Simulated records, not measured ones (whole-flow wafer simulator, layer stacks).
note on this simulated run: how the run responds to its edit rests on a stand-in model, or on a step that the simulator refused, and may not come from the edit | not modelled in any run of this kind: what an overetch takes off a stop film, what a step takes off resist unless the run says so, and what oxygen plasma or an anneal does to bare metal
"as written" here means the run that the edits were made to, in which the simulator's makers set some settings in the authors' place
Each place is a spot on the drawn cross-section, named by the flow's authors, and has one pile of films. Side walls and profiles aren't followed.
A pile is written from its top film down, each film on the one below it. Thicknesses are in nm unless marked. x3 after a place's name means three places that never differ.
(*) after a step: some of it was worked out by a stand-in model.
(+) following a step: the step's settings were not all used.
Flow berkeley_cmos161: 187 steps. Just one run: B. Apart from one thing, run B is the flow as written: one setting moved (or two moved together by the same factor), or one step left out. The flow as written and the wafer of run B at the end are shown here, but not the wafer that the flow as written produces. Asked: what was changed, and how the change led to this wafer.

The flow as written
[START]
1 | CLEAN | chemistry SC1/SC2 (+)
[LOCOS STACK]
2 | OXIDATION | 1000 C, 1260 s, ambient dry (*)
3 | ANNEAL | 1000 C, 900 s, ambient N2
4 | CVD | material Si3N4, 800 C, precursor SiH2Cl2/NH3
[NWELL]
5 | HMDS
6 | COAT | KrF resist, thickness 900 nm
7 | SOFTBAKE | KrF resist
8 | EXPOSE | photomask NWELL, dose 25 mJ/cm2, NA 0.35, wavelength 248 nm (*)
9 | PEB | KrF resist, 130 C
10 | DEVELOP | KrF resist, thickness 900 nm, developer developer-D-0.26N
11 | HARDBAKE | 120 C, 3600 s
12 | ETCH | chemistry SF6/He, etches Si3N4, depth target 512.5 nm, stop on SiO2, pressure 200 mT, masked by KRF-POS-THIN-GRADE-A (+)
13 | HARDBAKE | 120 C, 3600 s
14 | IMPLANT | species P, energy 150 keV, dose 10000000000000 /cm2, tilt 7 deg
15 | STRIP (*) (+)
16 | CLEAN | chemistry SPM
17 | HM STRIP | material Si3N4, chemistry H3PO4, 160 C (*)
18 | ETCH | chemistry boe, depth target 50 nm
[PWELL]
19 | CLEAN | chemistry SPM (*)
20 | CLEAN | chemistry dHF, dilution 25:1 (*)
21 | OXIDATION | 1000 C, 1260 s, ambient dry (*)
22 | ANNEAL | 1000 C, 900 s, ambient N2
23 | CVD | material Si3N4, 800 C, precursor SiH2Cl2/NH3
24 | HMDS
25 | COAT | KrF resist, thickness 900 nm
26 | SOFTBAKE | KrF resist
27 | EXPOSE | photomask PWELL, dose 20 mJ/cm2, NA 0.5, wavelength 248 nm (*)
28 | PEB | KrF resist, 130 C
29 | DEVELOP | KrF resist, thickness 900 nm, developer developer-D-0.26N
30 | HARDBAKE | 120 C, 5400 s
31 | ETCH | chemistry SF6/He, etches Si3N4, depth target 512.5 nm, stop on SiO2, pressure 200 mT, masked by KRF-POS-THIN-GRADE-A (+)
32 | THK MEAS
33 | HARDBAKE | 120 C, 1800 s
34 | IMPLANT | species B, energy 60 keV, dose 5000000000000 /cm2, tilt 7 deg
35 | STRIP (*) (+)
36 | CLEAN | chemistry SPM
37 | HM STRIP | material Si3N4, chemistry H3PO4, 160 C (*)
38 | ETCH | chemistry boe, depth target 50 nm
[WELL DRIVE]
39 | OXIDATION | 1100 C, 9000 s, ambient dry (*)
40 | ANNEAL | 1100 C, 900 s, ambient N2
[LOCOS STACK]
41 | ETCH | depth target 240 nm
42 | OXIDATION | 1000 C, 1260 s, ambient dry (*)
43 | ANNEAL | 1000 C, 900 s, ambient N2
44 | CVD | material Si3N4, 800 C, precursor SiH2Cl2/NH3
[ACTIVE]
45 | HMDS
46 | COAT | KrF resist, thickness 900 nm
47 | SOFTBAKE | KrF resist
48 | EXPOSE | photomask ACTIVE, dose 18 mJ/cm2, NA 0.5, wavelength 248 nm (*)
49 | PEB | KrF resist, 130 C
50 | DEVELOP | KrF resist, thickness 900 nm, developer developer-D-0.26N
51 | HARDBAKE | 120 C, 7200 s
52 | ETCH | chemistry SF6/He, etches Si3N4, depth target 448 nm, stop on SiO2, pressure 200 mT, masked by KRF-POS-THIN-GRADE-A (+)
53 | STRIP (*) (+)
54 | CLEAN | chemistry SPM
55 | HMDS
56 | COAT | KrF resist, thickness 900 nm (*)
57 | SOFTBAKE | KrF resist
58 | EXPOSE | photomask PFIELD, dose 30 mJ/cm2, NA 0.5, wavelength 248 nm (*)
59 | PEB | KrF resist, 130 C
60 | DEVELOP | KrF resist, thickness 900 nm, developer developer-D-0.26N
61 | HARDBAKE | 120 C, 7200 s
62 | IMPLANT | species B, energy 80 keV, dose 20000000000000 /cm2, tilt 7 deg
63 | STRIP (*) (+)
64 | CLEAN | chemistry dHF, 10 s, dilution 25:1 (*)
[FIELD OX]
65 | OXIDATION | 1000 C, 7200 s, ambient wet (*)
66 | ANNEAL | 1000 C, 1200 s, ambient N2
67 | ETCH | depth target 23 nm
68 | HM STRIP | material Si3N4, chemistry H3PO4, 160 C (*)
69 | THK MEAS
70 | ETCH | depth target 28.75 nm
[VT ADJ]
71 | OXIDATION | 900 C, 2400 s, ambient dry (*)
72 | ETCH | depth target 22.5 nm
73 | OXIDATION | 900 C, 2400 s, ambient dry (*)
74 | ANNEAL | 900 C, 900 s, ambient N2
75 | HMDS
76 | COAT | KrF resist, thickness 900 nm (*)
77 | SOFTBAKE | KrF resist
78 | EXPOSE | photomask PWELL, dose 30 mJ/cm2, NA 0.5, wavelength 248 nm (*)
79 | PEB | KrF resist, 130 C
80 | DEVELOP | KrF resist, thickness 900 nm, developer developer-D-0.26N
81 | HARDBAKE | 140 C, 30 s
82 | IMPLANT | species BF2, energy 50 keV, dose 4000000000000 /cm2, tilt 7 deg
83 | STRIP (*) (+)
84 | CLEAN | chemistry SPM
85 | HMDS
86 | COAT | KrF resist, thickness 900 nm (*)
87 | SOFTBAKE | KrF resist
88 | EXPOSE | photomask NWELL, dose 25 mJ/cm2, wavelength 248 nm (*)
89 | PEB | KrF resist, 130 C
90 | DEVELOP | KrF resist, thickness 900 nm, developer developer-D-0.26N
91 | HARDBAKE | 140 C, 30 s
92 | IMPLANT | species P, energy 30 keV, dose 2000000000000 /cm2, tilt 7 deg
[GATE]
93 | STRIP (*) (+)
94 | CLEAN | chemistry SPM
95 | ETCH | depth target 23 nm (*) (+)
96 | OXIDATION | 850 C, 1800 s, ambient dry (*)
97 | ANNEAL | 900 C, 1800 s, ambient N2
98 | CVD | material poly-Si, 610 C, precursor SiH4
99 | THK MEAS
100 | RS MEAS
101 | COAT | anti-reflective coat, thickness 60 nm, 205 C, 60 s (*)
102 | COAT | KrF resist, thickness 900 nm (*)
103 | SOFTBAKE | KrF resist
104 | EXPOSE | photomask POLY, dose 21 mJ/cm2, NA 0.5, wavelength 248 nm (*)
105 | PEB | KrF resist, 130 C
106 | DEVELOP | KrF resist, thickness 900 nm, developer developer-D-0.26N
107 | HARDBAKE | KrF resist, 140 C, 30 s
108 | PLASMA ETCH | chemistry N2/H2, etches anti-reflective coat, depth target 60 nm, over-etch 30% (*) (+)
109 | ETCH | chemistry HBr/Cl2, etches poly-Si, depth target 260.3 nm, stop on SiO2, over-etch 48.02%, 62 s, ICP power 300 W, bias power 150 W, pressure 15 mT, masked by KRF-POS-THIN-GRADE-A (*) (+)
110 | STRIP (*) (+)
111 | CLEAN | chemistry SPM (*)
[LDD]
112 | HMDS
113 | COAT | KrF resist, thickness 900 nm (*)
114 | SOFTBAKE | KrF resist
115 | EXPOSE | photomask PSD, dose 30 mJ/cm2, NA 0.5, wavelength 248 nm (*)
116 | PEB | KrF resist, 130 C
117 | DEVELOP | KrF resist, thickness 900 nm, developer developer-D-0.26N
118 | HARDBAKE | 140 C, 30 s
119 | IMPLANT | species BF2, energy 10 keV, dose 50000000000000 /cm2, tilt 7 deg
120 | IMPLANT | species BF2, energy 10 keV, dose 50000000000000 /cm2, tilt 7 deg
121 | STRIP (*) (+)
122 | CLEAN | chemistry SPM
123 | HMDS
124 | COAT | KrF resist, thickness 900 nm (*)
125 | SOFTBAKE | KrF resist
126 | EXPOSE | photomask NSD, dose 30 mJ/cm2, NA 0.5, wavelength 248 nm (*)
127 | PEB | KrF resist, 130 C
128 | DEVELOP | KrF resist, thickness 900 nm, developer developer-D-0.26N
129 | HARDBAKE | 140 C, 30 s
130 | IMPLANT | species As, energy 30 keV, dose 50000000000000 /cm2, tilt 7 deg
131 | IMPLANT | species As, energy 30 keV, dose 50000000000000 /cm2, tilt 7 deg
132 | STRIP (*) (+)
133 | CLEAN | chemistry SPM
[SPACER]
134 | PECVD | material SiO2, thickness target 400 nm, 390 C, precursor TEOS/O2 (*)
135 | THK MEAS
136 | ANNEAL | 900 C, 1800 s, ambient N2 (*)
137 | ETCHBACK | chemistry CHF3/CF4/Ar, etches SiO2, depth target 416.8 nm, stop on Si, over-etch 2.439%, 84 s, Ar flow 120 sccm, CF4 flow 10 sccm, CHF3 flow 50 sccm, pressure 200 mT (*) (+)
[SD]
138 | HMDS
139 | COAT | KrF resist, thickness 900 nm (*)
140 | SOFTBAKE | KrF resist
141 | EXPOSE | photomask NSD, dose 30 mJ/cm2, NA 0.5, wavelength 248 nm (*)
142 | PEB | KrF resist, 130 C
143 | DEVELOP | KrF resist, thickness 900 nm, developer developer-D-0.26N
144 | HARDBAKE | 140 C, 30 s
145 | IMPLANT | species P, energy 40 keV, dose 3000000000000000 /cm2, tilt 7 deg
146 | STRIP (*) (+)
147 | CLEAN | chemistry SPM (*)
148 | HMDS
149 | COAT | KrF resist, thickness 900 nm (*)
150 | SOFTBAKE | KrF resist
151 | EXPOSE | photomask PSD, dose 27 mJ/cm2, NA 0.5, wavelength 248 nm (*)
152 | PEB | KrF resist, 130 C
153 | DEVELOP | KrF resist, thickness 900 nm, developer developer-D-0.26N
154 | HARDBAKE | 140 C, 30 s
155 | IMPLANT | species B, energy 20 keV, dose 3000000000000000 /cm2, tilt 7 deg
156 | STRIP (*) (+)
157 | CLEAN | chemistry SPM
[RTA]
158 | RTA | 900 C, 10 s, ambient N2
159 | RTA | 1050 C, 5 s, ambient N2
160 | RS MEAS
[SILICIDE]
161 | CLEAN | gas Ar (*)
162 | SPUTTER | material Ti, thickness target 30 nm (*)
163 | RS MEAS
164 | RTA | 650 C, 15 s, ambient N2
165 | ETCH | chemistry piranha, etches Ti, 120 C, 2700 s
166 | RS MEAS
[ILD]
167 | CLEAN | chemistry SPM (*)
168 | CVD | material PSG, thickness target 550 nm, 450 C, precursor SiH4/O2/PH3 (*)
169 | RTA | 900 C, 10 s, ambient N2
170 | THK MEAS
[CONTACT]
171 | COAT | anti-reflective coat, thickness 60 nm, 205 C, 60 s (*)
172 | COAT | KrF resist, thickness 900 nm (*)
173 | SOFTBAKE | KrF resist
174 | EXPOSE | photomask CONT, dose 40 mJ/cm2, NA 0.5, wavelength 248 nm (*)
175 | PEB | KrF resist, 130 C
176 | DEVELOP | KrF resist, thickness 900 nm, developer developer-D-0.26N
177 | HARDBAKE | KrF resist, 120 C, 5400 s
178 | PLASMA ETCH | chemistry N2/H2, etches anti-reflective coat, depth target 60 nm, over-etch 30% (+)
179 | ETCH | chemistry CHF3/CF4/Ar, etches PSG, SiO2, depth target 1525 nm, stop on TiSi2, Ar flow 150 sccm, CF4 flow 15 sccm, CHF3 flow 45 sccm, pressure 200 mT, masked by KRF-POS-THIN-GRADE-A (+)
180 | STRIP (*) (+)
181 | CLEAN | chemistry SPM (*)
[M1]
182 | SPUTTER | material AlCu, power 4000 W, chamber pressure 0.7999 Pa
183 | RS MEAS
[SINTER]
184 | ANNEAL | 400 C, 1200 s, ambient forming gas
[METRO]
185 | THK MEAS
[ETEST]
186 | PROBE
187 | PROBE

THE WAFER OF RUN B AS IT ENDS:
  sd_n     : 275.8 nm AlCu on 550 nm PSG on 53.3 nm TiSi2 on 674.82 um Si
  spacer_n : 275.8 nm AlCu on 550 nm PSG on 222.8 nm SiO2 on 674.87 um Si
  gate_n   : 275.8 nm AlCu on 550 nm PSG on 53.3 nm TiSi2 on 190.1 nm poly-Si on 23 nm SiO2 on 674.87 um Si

Cause: step 41, ETCH: depth target 132 nm was run, though the flow has depth target 240 nm.

Step by step, how the change led to this:
  41 | ETCH | depth target 240 nm
      field, sd_n, spacer_n and 6 more: SiO2 loses 132 (it would be, as written: SiO2 loses 197.6 (all of it))
  42 | OXIDATION | 1000 C, 1260 s, ambient dry (*)
      field, sd_n, spacer_n and 6 more: SiO2 gains 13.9, Si loses 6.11 (it would be, as written: SiO2 gains 26.6 (new film), Si loses 11.7)
  65 | OXIDATION | 1000 C, 7200 s, ambient wet (*)
      spacer_n, spacer_p: SiO2 gains 12.1 (new film), Si3N4 loses 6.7, SiO2 gains 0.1 (it would be, as written: SiO2 gains 12.1 (new film), Si3N4 loses 6.7)
      contact: SiO2 gains 12.1 (new film), Si3N4 loses 6.7, SiO2 gains 0.2, Si loses 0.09 (it would be, as written: SiO2 gains 12.1 (new film), Si3N4 loses 6.7)
      (also at 3 further places)
  70 | ETCH | depth target 28.75 nm
      spacer_n, spacer_p, contact: SiO2 loses 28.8 (it would be, as written: SiO2 loses 24.8 (all of it))
      gate_n, gate_p, m1: SiO2 loses 28.7 (it would be, as written: SiO2 loses 24.8 (all of it))
      (also at 2 further places)
  71 | OXIDATION | 900 C, 2400 s, ambient dry (*)
      spacer_n, gate_n, spacer_p, gate_p, m1: SiO2 gains 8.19, Si loses 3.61 (it would be, as written: SiO2 gains 14.9 (new film), Si loses 6.57)
      sd_n: SiO2 gains 7.62, Si loses 3.35 (it would be, as written: SiO2 gains 14.9 (new film), Si loses 6.57)
      (also at 2 further places)
  72 | ETCH | depth target 22.5 nm
      sd_n, spacer_n, gate_n, sd_p, spacer_p, gate_p, contact, m1: SiO2 loses 22.5 (it would be, as written: SiO2 loses 14.9 (all of it))
  73 | OXIDATION | 900 C, 2400 s, ambient dry (*)
      spacer_n, spacer_p, contact: SiO2 gains 7.58, Si loses 3.34 (it would be, as written: SiO2 gains 14.9 (new film), Si loses 6.57)
      gate_n, gate_p, m1: SiO2 gains 7.59, Si loses 3.34 (it would be, as written: SiO2 gains 14.9 (new film), Si loses 6.57)
      (also at 2 further places)
  95 | ETCH | depth target 23 nm (*) (+)
      sd_n, spacer_n, gate_n, sd_p, spacer_p, gate_p, contact, m1: SiO2 loses 23 (it would be, as written: SiO2 loses 14.9 (all of it))
  96 | OXIDATION | 850 C, 1800 s, ambient dry (*)
      spacer_n, gate_n, spacer_p, gate_p, m1: SiO2 gains 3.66, Si loses 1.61 (it would be, as written: SiO2 gains 7.48 (new film), Si loses 3.29)
      sd_n: SiO2 gains 3.3, Si loses 1.45 (it would be, as written: SiO2 gains 7.48 (new film), Si loses 3.29)
      (also at 2 further places)
  101 | COAT | anti-reflective coat, thickness 60 nm, 205 C, 60 s (*)
      spacer_n: anti-reflective coat gains 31 (new film) (it would be, as written: anti-reflective coat gains 28.7 (new film))
      gate_n: anti-reflective coat gains 26 (new film) (it would be, as written: anti-reflective coat gains 23.7 (new film))
      (also at 2 further places)
  108 | PLASMA ETCH | chemistry N2/H2, etches anti-reflective coat, depth target 60 nm, over-etch 30% (*) (+)
      spacer_n: anti-reflective coat loses 31 (all of it), poly-Si loses 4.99 (it would be, as written: anti-reflective coat loses 28.7 (all of it), poly-Si loses 5.05)
      spacer_p: anti-reflective coat loses 34 (all of it), poly-Si loses 4.91 (it would be, as written: anti-reflective coat loses 30.4 (all of it), poly-Si loses 5)
  110 | STRIP (*) (+)
      gate_n: chemical SiO2 gains 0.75 (new film), KrF resist loses 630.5 (all of it), anti-reflective coat loses 26 (all of it), poly-Si loses 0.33 (it would be, as written: chemical SiO2 gains 0.75 (new film), KrF resist loses 626.8 (all of it), anti-reflective coat loses 23.7 (all of it), poly-Si loses 0.33)
      gate_p: chemical SiO2 gains 0.75 (new film), KrF resist loses 600.3 (all of it), anti-reflective coat loses 31.6 (all of it), poly-Si loses 0.33 (it would be, as written: chemical SiO2 gains 0.75 (new film), KrF resist loses 598.2 (all of it), anti-reflective coat loses 27.9 (all of it), poly-Si loses 0.33)
  137 | ETCHBACK | chemistry CHF3/CF4/Ar, etches SiO2, depth target 416.8 nm, stop on Si, over-etch 2.439%, 84 s, Ar flow 120 sccm, CF4 flow 10 sccm, CHF3 flow 50 sccm, pressure 200 mT (*) (+)
      sd_n: SiO2 loses 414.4 (all of it) (it would be, as written: SiO2 loses 387.9 (all of it))
      sd_p: SiO2 loses 399.7 (all of it) (it would be, as written: SiO2 loses 373.4 (all of it))
      (also at 2 further places)
  171 | COAT | anti-reflective coat, thickness 60 nm, 205 C, 60 s (*)
      sd_n: anti-reflective coat gains 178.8 (new film) (it would be, as written: anti-reflective coat gains 149.7 (new film))
      sd_p: anti-reflective coat gains 95.8 (new film) (it would be, as written: anti-reflective coat gains 91.6 (new film))
      (also at 1 further place)
  180 | STRIP (*) (+)
      sd_n: KrF resist loses 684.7 (all of it), anti-reflective coat loses 178.8 (all of it) (it would be, as written: KrF resist loses 692.5 (all of it), anti-reflective coat loses 149.7 (all of it))
      sd_p: KrF resist loses 793.9 (all of it), anti-reflective coat loses 95.8 (all of it) (it would be, as written: KrF resist loses 777.2 (all of it), anti-reflective coat loses 91.6 (all of it))
      (also at 1 further place)
  182 | SPUTTER | material AlCu, power 4000 W, chamber pressure 0.7999 Pa
      sd_p: AlCu gains 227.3 (new film) (it would be, as written: AlCu gains 234.7 (new film))
